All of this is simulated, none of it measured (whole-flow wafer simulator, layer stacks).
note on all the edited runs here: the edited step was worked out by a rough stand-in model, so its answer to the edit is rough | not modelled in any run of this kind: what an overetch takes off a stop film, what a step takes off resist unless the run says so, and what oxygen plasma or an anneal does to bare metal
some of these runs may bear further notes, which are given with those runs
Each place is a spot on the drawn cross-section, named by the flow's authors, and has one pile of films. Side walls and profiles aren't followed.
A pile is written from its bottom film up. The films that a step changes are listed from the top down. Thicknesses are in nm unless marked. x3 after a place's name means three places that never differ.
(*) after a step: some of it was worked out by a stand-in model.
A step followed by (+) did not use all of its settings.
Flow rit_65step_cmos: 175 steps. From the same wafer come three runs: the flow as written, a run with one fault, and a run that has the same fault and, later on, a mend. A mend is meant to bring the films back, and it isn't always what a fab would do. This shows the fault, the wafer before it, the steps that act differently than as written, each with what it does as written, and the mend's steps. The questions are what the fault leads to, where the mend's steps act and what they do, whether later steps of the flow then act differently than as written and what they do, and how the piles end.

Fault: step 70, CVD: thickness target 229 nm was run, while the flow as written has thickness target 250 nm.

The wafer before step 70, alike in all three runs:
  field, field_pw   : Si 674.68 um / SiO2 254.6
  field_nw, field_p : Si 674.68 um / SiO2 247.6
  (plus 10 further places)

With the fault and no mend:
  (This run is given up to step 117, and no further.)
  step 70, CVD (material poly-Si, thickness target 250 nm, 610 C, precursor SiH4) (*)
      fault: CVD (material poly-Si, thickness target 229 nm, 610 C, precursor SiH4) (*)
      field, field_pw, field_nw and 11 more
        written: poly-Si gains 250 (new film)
        fault: poly-Si gains 229 (new film)
  Later steps of the flow acting differently than as written (4 more steps, not shown, differ only slightly: by at most 2% or 0.5 nm, whichever is larger):
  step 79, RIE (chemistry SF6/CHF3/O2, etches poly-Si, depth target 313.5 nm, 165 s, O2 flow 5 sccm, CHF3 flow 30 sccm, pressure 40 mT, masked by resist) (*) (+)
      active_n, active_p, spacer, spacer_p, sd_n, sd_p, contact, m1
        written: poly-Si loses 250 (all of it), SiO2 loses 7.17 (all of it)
        fault: poly-Si loses 229 (all of it), SiO2 loses 7.17 (all of it)
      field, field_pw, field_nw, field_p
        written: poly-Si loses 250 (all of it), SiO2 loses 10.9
        fault: poly-Si loses 229 (all of it), SiO2 loses 14.6
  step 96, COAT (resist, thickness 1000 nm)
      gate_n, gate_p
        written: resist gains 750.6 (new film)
        fault: resist gains 769.9 (new film)
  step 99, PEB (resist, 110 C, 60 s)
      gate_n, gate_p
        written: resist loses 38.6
        fault: resist loses 39.6
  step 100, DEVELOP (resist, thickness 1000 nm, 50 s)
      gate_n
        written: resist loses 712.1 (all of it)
        fault: resist loses 730.3 (all of it)
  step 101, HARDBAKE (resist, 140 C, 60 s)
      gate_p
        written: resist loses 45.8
        fault: resist loses 47.2
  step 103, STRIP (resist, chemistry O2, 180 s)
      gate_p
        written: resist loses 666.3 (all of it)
        fault: resist loses 683.1 (all of it)
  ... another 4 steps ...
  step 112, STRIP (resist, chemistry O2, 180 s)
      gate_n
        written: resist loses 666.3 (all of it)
        fault: resist loses 683.2 (all of it)
  The piles after step 117 differ from the flow's at gate_n, gate_p by more than 2% or 0.5 nm, whichever is larger.
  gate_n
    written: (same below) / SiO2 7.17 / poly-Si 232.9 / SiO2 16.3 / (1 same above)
    fault: (same below) / SiO2 7.17 / poly-Si 211.9 / SiO2 16.3 / (1 same above)
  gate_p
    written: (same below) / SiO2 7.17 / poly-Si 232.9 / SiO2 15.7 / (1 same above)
    fault: (same below) / SiO2 7.17 / poly-Si 211.9 / SiO2 15.7 / (1 same above)

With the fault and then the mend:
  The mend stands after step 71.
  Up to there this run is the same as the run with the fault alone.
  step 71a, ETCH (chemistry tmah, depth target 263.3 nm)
      field, field_pw, field_nw and 11 more
        poly-Si loses 229 (all of it)
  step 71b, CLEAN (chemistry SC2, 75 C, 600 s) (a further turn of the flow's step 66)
      alters no film at any place that is followed
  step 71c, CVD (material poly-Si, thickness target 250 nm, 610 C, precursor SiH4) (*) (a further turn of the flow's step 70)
      field, field_pw, field_nw and 11 more
        poly-Si gains 250 (new film)
  Later steps of the flow that are run all act as written at every place that is followed.
  By the end, the piles equal the flow's at every place that both follow.
